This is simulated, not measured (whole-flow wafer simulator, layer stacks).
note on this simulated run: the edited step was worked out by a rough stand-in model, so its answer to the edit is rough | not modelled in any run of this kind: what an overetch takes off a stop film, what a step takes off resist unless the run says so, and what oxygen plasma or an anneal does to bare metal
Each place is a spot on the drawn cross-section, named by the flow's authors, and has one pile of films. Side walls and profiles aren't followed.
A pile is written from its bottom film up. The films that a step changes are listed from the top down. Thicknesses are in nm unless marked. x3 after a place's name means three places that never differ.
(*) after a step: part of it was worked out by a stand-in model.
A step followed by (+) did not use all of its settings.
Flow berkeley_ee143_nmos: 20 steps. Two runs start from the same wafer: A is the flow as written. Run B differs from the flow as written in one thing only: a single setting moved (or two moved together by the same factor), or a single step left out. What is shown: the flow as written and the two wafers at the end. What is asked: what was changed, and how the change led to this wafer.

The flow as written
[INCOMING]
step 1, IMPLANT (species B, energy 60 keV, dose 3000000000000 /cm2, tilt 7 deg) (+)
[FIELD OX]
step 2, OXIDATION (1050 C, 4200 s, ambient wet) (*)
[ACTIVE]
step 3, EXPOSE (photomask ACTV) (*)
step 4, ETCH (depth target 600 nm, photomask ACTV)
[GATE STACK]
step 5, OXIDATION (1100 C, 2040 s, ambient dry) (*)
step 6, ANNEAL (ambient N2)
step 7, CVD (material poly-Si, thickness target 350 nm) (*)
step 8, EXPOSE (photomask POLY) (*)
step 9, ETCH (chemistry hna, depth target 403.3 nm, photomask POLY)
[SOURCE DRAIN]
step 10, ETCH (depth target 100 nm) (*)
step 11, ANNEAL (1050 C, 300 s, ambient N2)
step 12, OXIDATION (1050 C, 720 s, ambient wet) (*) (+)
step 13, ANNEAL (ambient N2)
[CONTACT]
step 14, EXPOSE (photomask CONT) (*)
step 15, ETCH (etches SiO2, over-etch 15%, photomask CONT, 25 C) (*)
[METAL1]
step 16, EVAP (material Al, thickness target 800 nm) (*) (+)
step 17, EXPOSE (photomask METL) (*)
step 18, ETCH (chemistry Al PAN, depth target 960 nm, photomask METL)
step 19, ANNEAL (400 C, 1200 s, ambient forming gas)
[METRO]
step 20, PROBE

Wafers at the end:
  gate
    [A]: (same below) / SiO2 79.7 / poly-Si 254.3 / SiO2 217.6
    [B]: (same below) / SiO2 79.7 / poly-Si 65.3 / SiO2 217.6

The reason: step 7, CVD: thickness target 161 nm was run, whereas the flow has thickness target 350 nm.

Step by step, how the change led to this:
  step 7, CVD (material poly-Si, thickness target 350 nm) (*)
      gate, sd, contact, field: A poly-Si gains 350 (new film) | B poly-Si gains 161 (new film)
  step 9, ETCH (chemistry hna, depth target 403.3 nm, photomask POLY)
      sd, contact, field: A poly-Si loses 350 (all of it) | B poly-Si loses 161 (all of it)
